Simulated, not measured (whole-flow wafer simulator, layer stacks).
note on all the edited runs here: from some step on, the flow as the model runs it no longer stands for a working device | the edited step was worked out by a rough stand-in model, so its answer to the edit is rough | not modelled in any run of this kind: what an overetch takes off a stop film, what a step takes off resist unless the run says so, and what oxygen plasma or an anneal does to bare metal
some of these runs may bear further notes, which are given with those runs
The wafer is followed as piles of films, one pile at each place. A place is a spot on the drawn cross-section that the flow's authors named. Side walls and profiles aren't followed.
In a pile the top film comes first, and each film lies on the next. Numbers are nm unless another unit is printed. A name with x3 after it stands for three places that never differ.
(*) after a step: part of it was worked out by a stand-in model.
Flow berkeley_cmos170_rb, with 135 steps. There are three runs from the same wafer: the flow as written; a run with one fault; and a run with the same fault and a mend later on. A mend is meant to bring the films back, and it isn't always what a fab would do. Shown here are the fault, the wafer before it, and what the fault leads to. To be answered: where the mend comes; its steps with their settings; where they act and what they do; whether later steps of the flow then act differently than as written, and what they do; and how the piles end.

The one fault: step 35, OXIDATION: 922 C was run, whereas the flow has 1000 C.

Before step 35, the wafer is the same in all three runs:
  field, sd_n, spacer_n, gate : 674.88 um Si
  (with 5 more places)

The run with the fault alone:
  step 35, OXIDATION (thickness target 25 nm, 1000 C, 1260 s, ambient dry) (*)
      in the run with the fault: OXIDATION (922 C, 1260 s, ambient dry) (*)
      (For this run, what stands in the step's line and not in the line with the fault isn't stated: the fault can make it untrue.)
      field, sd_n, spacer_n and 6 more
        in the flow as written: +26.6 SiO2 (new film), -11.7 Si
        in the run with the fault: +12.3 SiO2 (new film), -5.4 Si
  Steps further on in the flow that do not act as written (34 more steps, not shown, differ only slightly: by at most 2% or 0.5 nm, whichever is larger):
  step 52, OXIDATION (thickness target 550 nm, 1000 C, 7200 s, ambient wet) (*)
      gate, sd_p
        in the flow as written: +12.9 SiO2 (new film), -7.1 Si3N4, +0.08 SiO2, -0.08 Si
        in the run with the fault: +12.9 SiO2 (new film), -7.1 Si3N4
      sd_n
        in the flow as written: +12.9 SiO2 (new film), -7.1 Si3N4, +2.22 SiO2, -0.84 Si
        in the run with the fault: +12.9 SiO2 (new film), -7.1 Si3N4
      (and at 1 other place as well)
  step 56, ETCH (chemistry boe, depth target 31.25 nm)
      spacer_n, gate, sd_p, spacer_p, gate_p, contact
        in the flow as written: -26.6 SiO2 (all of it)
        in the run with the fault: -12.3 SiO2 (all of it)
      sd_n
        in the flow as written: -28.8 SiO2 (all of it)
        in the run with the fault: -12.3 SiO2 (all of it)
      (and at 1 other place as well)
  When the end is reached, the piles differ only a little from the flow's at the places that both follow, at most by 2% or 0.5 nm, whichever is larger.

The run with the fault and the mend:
  The mend follows step 36.
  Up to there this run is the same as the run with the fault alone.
  step 36a, OXIDATION (1000 C, 818 s, ambient dry) (*) (the flow's step 35 again, with other settings)
      field, sd_n, spacer_n and 6 more
        +14.2 SiO2, -6.25 Si
  None of the later steps of the flow differs from how it acts as written, at any place that is followed, by more than 2% or 0.5 nm, whichever is larger.
  By the end, the piles equal the flow's at every place that both follow.
